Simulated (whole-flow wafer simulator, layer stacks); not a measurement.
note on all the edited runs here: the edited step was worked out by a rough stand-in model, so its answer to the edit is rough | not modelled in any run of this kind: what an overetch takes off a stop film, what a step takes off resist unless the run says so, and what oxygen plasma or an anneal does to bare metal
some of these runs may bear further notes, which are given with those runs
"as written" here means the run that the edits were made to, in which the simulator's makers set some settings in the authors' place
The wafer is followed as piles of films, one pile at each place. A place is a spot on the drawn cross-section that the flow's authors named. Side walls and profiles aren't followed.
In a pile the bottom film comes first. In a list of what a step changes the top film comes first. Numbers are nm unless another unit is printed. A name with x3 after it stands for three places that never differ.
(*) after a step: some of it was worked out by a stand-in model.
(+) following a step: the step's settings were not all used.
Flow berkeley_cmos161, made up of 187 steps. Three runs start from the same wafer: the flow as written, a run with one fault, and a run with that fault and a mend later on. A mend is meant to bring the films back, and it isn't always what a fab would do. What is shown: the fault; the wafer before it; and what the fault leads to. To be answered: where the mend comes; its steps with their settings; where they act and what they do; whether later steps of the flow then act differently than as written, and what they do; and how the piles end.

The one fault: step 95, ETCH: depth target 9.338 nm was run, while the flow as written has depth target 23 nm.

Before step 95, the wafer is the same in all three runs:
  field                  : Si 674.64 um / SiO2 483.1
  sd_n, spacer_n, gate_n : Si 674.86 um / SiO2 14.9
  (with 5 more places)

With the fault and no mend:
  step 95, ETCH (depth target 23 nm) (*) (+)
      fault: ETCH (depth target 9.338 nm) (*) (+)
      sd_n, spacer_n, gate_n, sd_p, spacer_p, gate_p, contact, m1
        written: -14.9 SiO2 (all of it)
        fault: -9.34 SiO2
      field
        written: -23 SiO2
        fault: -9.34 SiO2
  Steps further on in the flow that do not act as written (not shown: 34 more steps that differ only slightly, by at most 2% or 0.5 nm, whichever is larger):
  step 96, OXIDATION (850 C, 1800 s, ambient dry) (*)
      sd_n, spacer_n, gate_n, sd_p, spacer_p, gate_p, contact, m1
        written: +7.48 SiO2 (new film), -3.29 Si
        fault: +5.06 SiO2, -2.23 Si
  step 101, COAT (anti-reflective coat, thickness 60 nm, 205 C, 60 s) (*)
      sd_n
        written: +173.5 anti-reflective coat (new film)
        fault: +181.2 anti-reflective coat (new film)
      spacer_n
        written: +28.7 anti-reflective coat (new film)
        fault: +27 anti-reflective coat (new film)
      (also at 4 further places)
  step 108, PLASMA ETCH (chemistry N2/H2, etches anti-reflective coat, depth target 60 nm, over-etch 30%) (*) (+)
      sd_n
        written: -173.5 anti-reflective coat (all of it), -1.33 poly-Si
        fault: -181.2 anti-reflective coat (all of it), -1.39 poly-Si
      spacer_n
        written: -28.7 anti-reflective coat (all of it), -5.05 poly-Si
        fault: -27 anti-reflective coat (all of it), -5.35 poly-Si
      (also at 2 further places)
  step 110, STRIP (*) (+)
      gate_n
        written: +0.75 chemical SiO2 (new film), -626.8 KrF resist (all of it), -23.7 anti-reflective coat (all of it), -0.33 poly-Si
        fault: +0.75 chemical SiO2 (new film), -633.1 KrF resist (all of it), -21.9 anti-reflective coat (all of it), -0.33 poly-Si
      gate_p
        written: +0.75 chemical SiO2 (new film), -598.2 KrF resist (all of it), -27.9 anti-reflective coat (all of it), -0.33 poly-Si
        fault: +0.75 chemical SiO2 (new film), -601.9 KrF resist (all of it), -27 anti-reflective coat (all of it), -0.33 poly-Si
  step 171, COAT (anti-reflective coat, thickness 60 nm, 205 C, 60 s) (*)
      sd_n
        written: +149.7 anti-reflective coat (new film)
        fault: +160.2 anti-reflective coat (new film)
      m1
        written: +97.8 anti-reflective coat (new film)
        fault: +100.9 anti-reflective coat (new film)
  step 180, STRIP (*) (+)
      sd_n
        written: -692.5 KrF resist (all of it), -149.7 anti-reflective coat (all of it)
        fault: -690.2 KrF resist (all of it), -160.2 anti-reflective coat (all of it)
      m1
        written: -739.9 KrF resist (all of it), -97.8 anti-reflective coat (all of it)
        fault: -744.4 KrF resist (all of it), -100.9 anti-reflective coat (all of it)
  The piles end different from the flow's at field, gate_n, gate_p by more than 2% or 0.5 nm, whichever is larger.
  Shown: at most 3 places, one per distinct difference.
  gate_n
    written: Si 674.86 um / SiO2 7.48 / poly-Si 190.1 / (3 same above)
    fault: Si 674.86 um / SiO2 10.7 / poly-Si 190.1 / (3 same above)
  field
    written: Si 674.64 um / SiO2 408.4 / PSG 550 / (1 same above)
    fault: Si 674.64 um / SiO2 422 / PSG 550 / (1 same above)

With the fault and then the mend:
  The mend stands after step 95.
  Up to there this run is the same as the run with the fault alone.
  step 95a, ETCH (depth target 13.66 nm) (*) (+) (a further turn of the flow's step 95, with different settings)
      sd_n, spacer_n, gate_n, sd_p, spacer_p, gate_p, contact, m1
        -5.6 SiO2 (all of it)
      field
        -13.7 SiO2
  None of the later steps of the flow differs from how it acts as written, at any place that is followed, by more than 2% or 0.5 nm, whichever is larger.
  By the end, the piles equal the flow's at every place that both follow.
